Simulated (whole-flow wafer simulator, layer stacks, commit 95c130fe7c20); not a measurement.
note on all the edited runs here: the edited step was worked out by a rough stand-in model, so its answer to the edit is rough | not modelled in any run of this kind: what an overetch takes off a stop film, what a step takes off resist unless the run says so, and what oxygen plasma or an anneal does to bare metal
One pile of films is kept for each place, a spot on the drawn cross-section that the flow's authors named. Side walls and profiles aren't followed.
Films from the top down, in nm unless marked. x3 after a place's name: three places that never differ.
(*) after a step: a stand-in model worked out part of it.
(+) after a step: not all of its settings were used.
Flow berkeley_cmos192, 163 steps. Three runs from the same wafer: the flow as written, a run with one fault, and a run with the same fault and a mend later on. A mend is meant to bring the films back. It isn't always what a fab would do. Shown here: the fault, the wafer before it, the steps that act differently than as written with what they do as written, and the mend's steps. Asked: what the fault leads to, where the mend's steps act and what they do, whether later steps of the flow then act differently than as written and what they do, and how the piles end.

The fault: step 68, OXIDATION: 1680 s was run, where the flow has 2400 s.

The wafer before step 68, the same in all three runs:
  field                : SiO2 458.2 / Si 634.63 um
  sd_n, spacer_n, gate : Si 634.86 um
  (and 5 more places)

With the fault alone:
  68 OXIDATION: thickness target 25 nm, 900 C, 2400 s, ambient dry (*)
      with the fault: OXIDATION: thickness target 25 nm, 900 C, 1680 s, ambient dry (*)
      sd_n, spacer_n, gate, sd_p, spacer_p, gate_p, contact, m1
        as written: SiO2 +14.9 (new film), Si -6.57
        with the fault: SiO2 +11.9 (new film), Si -5.25
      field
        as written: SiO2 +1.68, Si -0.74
        with the fault: SiO2 +1.17, Si -0.52
  Later steps of the flow that act differently than as written (38 more steps differ only slightly, by at most 2% or 0.5 nm, whichever is larger, and aren't shown):
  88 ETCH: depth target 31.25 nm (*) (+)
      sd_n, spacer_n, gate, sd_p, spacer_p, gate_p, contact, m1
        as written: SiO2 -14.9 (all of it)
        with the fault: SiO2 -11.9 (all of it)
  At the end the piles differ from the flow's only slightly at the places that both follow, by at most 2% or 0.5 nm, whichever is larger.

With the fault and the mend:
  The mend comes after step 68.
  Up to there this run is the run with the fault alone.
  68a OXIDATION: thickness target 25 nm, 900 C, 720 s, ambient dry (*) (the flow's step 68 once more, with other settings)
      sd_n, spacer_n, gate, sd_p, spacer_p, gate_p, contact, m1
        SiO2 +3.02, Si -1.33
      field
        SiO2 +0.5, Si -0.22
  No later step of the flow acts differently than as written at any place that is followed.
  At the end the piles are the same as the flow's at every place that both follow.
